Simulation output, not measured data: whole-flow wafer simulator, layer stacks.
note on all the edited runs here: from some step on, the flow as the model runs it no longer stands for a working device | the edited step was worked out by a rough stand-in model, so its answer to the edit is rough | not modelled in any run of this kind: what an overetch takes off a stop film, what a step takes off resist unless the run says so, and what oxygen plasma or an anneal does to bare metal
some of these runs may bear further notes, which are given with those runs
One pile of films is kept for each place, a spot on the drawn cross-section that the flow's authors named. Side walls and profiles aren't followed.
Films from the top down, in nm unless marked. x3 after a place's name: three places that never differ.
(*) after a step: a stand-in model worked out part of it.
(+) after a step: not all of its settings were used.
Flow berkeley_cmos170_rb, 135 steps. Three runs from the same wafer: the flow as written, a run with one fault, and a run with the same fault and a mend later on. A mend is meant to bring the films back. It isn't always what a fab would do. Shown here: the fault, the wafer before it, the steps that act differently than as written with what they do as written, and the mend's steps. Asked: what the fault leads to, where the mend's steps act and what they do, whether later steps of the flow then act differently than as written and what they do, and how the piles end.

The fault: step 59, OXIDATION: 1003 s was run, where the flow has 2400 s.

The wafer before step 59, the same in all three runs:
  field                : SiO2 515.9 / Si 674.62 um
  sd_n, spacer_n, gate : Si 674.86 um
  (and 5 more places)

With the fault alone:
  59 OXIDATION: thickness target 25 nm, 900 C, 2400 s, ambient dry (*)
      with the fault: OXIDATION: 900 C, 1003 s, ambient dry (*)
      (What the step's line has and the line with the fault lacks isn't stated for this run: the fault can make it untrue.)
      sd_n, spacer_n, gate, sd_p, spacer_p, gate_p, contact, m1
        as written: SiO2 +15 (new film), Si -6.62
        with the fault: SiO2 +8.72 (new film), Si -3.84
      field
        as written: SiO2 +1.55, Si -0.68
        with the fault: SiO2 +0.65, Si -0.28
  Later steps of the flow that act differently than as written (31 more steps differ only slightly, by at most 2% or 0.5 nm, whichever is larger, and aren't shown):
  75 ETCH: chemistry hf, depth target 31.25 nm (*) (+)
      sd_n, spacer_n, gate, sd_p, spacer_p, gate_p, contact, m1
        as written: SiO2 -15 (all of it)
        with the fault: SiO2 -8.72 (all of it)
  At the end the piles differ from the flow's only slightly at the places that both follow, by at most 2% or 0.5 nm, whichever is larger.

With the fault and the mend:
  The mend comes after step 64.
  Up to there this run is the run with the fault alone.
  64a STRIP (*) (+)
      sd_p
        KrF resist -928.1 (all of it)
      spacer_p
        KrF resist -911.3 (all of it)
      gate_p
        KrF resist -910.4 (all of it)
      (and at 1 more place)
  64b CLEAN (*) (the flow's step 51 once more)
      changes no film at any place that is followed
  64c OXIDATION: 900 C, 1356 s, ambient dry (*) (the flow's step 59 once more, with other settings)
      sd_n, spacer_n, gate, sd_p, spacer_p, gate_p, contact, m1
        SiO2 +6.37, Si -2.8
      field
        SiO2 +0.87, Si -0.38
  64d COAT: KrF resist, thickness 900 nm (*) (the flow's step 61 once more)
      field
        KrF resist +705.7 (new film)
      sd_n
        KrF resist +957.4 (new film)
      spacer_n
        KrF resist +924.9 (new film)
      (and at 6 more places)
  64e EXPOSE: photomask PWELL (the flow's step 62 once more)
      changes no film at any place that is followed
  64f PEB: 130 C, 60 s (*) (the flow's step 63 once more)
      changes no film at any place that is followed
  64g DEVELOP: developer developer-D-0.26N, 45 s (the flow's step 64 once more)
      sd_p, spacer_p, gate_p, m1
        KrF resist -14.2
      field
        KrF resist -705.7 (all of it)
      sd_n
        KrF resist -957.4 (all of it)
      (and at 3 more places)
  No later step of the flow acts differently than as written, at any place that is followed, by more than 2% or 0.5 nm, whichever is larger.
  At the end the piles differ from the flow's only slightly at the places that both follow, by at most 2% or 0.5 nm, whichever is larger.
